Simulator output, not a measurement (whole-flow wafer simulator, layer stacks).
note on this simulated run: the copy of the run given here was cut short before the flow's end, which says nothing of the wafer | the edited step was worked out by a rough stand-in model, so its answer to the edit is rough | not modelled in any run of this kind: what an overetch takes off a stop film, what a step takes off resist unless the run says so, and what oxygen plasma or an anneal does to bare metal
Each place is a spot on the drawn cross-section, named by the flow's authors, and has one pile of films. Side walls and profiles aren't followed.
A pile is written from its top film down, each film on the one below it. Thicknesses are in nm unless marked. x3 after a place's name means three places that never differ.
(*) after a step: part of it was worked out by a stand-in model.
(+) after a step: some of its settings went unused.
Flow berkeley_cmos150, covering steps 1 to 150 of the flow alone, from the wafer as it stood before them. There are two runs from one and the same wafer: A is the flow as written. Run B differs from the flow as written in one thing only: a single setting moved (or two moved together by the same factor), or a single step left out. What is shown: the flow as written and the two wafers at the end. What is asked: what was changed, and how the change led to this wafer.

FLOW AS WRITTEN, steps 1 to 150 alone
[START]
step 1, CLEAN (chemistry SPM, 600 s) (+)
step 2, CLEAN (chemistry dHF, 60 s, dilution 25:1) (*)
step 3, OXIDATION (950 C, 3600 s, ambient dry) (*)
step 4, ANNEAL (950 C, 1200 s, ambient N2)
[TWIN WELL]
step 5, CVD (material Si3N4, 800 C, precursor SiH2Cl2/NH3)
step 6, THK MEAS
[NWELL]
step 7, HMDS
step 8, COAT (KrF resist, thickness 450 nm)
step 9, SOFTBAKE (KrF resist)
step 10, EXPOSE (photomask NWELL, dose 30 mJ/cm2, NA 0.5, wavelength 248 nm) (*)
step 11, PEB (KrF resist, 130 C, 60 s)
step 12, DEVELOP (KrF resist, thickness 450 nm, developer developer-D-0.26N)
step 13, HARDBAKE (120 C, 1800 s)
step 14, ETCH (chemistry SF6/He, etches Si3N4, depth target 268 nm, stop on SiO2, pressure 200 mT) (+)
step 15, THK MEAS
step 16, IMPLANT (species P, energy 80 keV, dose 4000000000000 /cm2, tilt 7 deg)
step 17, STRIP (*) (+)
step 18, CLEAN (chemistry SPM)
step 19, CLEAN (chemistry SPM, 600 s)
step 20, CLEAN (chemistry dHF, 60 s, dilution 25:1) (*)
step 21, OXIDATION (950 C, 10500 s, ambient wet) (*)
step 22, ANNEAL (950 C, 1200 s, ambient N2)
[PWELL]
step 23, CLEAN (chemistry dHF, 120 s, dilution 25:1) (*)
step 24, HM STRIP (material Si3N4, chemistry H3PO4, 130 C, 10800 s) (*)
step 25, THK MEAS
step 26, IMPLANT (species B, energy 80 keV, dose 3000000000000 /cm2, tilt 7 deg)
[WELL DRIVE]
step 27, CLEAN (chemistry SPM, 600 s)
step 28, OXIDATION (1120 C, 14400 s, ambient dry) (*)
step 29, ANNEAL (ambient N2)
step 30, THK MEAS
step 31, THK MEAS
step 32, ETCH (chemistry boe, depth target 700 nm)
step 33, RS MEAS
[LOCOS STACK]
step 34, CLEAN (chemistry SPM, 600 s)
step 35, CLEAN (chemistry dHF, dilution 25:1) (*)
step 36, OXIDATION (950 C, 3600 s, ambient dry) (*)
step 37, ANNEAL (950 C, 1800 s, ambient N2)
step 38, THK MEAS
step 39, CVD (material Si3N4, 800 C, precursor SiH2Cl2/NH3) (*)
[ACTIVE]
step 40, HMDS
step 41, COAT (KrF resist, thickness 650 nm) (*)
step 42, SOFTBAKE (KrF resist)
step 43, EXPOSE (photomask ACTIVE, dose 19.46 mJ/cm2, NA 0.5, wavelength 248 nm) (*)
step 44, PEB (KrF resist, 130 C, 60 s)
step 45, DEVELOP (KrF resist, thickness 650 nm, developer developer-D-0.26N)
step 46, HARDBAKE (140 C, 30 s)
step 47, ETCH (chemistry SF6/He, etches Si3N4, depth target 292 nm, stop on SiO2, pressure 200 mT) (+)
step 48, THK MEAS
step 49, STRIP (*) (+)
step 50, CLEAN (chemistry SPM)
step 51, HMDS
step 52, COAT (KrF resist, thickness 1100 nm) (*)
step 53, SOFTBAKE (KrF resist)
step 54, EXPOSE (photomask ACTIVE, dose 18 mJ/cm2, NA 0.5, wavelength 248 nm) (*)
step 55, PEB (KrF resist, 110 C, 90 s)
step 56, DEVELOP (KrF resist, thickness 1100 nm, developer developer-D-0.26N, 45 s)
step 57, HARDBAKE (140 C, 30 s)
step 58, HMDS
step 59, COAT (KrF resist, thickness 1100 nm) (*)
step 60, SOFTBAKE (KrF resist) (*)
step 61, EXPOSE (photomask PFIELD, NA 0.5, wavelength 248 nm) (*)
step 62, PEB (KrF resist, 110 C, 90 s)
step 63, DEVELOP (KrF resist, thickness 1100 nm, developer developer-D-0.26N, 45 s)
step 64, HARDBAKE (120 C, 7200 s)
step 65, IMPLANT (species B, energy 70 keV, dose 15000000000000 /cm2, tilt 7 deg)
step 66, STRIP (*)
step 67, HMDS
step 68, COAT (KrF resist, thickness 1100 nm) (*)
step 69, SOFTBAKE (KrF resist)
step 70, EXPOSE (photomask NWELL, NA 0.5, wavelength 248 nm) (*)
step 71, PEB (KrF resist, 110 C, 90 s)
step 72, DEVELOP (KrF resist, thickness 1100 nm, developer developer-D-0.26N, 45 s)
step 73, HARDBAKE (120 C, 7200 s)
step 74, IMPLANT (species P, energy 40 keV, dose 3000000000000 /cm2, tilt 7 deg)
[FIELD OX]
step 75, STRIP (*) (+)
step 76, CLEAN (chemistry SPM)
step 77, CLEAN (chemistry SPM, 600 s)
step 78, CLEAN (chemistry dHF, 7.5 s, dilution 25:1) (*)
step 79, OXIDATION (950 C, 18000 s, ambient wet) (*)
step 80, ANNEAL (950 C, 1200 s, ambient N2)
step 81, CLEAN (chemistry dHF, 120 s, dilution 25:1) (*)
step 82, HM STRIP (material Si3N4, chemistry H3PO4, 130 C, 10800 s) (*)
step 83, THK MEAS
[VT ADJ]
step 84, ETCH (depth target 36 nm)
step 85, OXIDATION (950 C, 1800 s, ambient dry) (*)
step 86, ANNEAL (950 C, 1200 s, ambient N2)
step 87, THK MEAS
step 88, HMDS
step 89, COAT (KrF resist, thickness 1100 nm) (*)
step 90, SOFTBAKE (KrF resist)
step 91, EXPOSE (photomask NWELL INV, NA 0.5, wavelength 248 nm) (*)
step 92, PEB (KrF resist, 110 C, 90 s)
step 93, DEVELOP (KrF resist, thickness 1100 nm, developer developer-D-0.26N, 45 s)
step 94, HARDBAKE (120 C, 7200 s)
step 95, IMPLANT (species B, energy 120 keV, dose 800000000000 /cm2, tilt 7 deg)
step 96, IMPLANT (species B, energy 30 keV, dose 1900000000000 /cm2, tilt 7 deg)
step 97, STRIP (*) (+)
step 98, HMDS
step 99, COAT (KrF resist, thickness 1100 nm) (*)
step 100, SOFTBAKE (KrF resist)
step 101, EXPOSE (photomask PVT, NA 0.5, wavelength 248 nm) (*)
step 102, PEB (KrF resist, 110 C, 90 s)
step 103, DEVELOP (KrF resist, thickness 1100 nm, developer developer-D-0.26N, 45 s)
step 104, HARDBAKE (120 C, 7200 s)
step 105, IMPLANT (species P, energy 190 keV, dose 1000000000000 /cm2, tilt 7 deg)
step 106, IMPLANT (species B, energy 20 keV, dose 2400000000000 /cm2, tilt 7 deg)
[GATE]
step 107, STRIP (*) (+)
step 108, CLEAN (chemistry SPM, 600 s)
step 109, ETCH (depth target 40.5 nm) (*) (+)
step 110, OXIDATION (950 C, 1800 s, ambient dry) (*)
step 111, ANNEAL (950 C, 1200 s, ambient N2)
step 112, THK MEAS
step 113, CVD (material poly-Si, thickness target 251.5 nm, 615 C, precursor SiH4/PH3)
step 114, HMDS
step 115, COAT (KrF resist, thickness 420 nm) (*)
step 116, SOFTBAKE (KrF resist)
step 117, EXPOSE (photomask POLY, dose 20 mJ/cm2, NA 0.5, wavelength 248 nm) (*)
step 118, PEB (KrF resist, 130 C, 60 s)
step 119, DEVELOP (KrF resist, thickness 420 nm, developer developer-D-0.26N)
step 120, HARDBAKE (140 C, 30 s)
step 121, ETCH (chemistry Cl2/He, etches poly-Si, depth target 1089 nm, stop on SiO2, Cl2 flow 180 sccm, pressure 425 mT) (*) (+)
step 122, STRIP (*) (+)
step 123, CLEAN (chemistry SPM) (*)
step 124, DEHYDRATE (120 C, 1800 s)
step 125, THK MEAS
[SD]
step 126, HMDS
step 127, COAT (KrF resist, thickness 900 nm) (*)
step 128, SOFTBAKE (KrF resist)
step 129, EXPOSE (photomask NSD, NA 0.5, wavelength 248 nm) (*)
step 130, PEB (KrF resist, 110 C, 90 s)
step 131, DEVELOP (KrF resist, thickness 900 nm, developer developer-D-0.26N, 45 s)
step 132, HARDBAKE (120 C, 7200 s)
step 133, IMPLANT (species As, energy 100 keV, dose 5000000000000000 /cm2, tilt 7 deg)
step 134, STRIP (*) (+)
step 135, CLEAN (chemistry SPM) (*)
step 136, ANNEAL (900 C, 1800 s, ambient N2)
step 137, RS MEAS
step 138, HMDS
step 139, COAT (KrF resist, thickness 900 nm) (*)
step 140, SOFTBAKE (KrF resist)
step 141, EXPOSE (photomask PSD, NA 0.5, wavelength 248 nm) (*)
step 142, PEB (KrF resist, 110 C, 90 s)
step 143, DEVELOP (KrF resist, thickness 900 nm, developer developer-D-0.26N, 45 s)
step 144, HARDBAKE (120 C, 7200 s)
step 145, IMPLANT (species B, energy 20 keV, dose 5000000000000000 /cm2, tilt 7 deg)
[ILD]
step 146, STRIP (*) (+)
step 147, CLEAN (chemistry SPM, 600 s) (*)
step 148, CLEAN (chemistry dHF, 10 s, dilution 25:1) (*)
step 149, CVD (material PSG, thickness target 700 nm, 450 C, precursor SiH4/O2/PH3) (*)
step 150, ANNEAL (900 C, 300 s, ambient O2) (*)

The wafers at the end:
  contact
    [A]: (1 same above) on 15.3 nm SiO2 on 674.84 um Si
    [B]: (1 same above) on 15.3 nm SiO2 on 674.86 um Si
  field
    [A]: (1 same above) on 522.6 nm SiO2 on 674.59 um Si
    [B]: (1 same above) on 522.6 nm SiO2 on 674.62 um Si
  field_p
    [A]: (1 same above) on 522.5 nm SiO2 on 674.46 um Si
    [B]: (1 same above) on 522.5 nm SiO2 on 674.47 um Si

What caused this: step 28, OXIDATION: 10080 s was run, whereas the flow has 14400 s.

How this came from the change, step by step:
  step 28, OXIDATION (1120 C, 14400 s, ambient dry) (*)
      field, sd_n, gate_n, contact, m1: A +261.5 SiO2, -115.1 Si | B +208.1 SiO2, -91.6 Si
      field_p, sd_p, gate_p: A +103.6 SiO2, -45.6 Si | B +74.4 SiO2, -32.7 Si
  step 32, ETCH (chemistry boe, depth target 700 nm)
      field, sd_n, gate_n, contact, m1: A -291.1 SiO2 (all of it) | B -237.7 SiO2 (all of it)
      field_p, sd_p, gate_p: A -555.5 SiO2 (all of it) | B -526.3 SiO2 (all of it)
